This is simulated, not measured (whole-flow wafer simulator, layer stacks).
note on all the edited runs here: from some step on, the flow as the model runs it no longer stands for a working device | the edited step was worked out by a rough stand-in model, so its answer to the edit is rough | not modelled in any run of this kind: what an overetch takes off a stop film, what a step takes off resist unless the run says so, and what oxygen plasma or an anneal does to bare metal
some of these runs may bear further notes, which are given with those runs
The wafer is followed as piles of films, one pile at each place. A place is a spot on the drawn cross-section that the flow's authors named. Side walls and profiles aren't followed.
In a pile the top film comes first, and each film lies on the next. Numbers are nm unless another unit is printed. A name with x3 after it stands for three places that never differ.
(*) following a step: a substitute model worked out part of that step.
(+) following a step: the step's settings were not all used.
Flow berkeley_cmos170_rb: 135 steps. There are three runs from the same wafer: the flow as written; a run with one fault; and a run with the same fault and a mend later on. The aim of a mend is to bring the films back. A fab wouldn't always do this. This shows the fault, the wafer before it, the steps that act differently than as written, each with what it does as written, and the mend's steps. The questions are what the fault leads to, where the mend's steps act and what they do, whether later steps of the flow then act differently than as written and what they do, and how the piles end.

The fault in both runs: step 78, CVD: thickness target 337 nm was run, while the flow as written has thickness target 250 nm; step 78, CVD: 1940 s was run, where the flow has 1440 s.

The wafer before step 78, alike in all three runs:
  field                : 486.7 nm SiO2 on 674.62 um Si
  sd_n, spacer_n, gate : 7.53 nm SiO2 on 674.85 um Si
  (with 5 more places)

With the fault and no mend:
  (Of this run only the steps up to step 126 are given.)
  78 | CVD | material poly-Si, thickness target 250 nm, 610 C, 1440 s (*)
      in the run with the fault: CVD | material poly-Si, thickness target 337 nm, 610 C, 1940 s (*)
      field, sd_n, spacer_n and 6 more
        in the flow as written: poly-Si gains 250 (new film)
        in the run with the fault: poly-Si gains 337 (new film)
  Steps further on in the flow that do not act as written (5 more steps, not shown, differ only slightly: by at most 2% or 0.5 nm, whichever is larger):
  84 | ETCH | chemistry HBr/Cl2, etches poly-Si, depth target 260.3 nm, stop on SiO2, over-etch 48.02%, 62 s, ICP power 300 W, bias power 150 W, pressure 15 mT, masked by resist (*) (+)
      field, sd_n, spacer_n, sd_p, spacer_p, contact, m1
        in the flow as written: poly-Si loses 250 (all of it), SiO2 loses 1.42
        in the run with the fault: poly-Si loses 337 (all of it), SiO2 loses 0.24
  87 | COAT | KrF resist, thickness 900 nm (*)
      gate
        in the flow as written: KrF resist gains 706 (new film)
        in the run with the fault: KrF resist gains 640.4 (new film)
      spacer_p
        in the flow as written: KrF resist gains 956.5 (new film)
        in the run with the fault: KrF resist gains 976.3 (new film)
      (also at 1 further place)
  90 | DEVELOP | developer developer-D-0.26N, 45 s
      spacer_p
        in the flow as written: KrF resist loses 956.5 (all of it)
        in the run with the fault: KrF resist loses 976.3 (all of it)
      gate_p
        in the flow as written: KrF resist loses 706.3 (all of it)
        in the run with the fault: KrF resist loses 641.1 (all of it)
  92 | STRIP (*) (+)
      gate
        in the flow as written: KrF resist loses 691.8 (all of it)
        in the run with the fault: KrF resist loses 626.2 (all of it)
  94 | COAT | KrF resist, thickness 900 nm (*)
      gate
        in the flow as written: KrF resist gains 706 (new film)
        in the run with the fault: KrF resist gains 640.4 (new film)
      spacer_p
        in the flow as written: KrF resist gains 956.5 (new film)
        in the run with the fault: KrF resist gains 976.3 (new film)
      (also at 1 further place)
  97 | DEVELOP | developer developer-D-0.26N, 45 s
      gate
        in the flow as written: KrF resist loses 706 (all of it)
        in the run with the fault: KrF resist loses 640.4 (all of it)
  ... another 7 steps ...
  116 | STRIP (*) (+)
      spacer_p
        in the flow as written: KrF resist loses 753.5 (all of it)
        in the run with the fault: KrF resist loses 692.4 (all of it)
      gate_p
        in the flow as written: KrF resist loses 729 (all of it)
        in the run with the fault: KrF resist loses 669.4 (all of it)
  Once step 126 is done, the piles at spacer_n, gate, spacer_p, gate_p depart from the flow's by more than 2% or 0.5 nm, whichever is larger.
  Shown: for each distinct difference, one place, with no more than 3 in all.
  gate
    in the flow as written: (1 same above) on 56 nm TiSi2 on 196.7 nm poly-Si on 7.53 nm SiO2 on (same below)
    in the run with the fault: (1 same above) on 56 nm TiSi2 on 283.7 nm poly-Si on 7.53 nm SiO2 on (same below)
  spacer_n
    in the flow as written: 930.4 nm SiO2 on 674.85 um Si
    in the run with the fault: 1017.4 nm SiO2 on 674.85 um Si
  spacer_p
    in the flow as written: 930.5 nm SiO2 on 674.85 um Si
    in the run with the fault: 1017.5 nm SiO2 on 674.85 um Si

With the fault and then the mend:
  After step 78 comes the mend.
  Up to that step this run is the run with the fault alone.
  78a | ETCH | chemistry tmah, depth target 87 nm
      field, sd_n, spacer_n and 6 more
        poly-Si loses 87
  None of the later steps of the flow acts differently than as written at any place that is followed.
  By the end, the piles equal the flow's at every place that both follow.
